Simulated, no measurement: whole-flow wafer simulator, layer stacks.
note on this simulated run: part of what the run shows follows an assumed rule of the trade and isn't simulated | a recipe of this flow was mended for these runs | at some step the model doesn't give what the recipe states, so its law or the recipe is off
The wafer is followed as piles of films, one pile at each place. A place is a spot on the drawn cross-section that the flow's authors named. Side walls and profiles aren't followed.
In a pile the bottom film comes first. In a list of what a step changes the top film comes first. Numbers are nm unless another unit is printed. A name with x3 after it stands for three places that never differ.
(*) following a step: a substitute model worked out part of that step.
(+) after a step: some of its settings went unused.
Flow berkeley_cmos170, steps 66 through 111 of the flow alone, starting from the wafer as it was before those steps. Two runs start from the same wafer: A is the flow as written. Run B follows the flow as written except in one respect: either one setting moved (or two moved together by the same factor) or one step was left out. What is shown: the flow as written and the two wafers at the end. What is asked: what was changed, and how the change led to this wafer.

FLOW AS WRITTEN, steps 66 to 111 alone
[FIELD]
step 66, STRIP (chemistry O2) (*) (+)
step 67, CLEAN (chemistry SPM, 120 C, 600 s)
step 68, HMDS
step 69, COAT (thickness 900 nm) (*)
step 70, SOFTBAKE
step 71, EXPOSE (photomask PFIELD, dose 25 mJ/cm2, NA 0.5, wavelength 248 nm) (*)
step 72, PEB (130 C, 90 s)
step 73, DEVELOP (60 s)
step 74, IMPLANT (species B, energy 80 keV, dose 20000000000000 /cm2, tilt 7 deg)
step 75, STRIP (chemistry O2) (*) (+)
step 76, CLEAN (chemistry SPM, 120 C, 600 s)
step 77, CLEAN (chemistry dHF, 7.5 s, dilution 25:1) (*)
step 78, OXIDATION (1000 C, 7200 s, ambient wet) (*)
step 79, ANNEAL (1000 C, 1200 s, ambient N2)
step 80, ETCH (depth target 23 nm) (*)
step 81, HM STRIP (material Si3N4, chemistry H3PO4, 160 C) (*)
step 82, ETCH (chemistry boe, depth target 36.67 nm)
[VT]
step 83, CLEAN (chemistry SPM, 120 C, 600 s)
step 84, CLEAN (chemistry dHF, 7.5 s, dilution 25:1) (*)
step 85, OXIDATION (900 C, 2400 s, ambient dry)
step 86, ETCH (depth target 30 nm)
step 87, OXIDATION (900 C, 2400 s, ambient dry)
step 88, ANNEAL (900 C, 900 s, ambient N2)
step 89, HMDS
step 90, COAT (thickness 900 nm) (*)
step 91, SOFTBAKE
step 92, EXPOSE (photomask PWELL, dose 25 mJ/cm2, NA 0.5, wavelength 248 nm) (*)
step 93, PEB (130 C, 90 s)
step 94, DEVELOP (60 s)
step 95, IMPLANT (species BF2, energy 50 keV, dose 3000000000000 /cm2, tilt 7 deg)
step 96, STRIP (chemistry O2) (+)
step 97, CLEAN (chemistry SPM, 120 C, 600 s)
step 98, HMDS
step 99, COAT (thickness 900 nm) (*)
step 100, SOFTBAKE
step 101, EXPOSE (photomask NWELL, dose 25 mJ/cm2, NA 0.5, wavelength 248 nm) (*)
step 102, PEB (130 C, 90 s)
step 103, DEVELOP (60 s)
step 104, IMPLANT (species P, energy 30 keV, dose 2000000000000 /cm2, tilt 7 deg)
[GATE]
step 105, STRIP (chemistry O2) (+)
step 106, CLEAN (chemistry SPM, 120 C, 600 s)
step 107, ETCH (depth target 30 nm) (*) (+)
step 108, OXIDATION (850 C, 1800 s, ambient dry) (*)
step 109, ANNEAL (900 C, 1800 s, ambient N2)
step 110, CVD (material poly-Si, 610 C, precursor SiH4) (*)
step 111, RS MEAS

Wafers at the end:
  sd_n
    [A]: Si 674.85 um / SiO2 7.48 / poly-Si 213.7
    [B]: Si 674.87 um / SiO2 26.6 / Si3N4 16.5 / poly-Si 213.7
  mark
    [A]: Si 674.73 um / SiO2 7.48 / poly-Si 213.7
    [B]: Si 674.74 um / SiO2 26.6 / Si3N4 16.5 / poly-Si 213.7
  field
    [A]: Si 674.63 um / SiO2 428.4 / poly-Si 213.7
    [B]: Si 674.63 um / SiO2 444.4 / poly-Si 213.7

What caused this: step 81, HM STRIP: 130 C was run, while the flow as written has 160 C.

How this came from the change, step by step:
  step 81, HM STRIP (material Si3N4, chemistry H3PO4, 160 C) (*)
      mark, sd_n, spacer_n and 9 more: A -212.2 Si3N4 (all of it), -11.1 SiO2 | B -192.1 Si3N4
      field: A -17.7 SiO2 | B -1.63 SiO2
  step 82, ETCH (chemistry boe, depth target 36.67 nm)
      mark, sd_n, spacer_n and 9 more: A -15.5 SiO2 (all of it) | B -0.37 Si3N4
  step 83, CLEAN (chemistry SPM, 120 C, 600 s)
      mark, sd_n, spacer_n and 9 more: A +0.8 chemical SiO2 (new film), -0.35 Si | B nothing
  step 84, CLEAN (chemistry dHF, 7.5 s, dilution 25:1) (*)
      mark, sd_n, spacer_n and 9 more: A -0.8 chemical SiO2 (all of it) | B -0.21 Si3N4
  step 85, OXIDATION (900 C, 2400 s, ambient dry)
      mark, sd_n, spacer_n and 9 more: A +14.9 SiO2 (new film), -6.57 Si | B nothing
  step 86, ETCH (depth target 30 nm)
      mark, sd_n, spacer_n and 9 more: A -14.9 SiO2 (all of it) | B -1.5 Si3N4
  step 87, OXIDATION (900 C, 2400 s, ambient dry)
      mark, sd_n, spacer_n and 9 more: A +14.9 SiO2 (new film), -6.57 Si | B nothing
  step 107, ETCH (depth target 30 nm) (*) (+)
      mark, sd_n, spacer_n and 9 more: A -14.9 SiO2 (all of it) | B -1.5 Si3N4
  step 108, OXIDATION (850 C, 1800 s, ambient dry) (*)
      mark, sd_n, spacer_n and 9 more: A +7.48 SiO2 (new film), -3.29 Si | B nothing
